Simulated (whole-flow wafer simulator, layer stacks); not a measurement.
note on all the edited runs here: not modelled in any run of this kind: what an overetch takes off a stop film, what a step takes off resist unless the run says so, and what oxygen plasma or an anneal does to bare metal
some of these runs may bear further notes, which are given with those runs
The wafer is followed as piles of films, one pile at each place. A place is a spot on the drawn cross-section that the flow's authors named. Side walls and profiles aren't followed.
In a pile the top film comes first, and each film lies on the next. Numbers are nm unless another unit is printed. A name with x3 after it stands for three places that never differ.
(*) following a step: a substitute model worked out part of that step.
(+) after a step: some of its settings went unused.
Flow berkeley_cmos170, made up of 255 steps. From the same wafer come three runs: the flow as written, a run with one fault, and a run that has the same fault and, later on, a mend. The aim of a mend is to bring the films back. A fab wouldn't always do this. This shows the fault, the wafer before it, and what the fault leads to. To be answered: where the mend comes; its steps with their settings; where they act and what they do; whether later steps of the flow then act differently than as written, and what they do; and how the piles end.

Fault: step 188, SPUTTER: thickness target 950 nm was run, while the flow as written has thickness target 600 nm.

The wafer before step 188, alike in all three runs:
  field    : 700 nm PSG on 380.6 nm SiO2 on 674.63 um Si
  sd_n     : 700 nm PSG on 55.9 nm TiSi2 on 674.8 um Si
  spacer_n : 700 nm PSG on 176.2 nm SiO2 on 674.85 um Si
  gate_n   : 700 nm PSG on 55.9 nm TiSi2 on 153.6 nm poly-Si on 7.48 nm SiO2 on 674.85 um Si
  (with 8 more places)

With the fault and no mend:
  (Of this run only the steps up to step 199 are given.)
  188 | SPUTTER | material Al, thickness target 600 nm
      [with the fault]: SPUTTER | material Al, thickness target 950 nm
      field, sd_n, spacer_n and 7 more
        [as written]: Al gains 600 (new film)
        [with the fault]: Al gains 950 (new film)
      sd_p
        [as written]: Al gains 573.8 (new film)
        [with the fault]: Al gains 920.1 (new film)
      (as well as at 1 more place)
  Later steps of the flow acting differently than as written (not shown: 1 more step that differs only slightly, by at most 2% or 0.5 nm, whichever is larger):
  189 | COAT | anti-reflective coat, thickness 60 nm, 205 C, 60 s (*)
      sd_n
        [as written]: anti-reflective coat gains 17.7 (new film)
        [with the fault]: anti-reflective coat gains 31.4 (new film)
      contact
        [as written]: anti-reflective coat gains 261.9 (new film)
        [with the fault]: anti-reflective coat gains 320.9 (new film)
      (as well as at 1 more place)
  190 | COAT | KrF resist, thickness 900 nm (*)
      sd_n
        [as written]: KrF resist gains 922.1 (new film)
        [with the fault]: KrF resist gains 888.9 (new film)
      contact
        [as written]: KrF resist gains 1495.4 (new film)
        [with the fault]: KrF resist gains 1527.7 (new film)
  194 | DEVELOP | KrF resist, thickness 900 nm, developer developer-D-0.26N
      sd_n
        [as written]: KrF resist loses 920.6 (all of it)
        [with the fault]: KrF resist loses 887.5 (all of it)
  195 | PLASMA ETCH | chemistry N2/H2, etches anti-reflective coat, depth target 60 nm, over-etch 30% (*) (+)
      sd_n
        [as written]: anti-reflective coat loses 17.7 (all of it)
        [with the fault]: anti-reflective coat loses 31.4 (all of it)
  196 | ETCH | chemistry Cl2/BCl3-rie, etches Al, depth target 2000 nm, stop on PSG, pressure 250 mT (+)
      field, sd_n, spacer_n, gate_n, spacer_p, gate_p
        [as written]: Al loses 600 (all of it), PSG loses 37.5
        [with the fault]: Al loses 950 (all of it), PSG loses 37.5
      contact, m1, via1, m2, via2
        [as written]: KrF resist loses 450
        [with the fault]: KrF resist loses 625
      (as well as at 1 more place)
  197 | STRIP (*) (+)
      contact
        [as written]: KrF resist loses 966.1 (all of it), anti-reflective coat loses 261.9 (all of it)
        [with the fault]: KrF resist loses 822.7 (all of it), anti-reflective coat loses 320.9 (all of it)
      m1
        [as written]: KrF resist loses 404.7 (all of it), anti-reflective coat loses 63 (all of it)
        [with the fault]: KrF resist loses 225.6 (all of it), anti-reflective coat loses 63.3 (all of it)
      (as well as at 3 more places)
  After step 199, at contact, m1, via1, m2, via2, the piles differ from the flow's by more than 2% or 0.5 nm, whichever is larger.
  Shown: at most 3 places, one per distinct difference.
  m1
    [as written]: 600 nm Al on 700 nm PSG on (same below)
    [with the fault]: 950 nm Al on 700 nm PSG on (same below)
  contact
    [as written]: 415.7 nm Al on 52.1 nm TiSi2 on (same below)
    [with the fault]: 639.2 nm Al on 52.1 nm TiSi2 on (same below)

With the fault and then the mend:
  The mend follows step 188.
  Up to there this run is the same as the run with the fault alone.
  188a | ETCH | chemistry al pan, depth target 1092 nm
      field, sd_n, spacer_n and 7 more
        Al loses 950 (all of it)
      sd_p
        Al loses 920.1 (all of it)
      contact
        Al loses 639.2 (all of it)
  188b | SPUTTER | material Al, thickness target 600 nm (a further turn of the flow's step 188)
      field, sd_n, spacer_n and 7 more
        Al gains 600 (new film)
      sd_p
        Al gains 573.8 (new film)
      contact
        Al gains 415.7 (new film)
  Later steps of the flow that are run all act as written at every place that is followed.
  By the end, the piles equal the flow's at every place that both follow.
